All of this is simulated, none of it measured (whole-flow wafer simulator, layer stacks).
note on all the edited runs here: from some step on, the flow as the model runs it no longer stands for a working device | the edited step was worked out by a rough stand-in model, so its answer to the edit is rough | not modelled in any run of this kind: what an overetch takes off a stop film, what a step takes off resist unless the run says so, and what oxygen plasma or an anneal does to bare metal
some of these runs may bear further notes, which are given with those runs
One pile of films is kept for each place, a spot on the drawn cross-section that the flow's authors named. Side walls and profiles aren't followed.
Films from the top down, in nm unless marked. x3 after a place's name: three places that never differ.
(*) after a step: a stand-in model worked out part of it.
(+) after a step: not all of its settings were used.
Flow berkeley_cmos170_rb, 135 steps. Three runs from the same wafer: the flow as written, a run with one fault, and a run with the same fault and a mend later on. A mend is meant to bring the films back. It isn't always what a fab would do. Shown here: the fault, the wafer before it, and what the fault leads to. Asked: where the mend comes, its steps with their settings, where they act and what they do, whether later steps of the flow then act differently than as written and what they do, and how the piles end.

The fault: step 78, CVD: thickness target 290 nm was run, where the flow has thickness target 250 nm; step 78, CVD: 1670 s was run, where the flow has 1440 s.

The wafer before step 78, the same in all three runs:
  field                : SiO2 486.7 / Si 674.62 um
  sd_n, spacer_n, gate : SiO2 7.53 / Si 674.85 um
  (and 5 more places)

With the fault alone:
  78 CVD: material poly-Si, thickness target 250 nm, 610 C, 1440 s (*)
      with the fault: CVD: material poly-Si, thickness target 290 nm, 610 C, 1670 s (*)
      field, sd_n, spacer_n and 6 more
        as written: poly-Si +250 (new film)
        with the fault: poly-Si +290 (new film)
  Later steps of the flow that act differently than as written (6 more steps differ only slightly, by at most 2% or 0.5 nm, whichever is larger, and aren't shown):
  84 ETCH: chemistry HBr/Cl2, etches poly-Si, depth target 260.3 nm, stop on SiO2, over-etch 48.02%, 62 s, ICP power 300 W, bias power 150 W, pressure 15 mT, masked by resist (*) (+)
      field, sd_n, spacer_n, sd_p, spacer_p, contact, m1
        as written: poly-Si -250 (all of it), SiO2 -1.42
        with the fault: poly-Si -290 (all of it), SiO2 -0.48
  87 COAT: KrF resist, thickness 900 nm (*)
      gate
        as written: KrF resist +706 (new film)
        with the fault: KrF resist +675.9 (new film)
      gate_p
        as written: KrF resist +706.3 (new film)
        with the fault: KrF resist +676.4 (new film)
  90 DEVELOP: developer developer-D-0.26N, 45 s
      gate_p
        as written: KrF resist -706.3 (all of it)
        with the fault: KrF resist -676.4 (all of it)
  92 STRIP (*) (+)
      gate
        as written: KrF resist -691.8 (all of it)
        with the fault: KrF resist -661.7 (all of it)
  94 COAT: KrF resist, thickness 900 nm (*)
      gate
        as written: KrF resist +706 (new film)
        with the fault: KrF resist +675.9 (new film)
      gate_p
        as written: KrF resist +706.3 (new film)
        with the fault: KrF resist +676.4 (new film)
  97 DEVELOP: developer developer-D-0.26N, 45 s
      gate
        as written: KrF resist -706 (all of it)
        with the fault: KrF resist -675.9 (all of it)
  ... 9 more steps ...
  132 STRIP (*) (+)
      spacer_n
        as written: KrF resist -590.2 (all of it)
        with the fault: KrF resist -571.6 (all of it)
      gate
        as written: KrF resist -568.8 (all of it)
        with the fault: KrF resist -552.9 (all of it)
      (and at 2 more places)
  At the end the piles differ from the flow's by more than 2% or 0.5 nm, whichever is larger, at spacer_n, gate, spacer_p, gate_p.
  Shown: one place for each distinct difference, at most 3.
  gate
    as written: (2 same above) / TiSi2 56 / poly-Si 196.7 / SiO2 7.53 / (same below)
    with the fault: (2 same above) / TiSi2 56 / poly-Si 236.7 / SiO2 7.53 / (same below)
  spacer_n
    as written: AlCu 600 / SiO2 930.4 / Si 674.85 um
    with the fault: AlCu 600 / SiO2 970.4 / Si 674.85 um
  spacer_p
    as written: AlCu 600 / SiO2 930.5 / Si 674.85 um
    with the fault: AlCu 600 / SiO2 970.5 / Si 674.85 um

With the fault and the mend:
  The mend comes after step 78.
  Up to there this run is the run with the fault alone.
  78a ETCH: chemistry tmah, depth target 40 nm
      field, sd_n, spacer_n and 6 more
        poly-Si -40
  No later step of the flow acts differently than as written at any place that is followed.
  At the end the piles are the same as the flow's at every place that both follow.
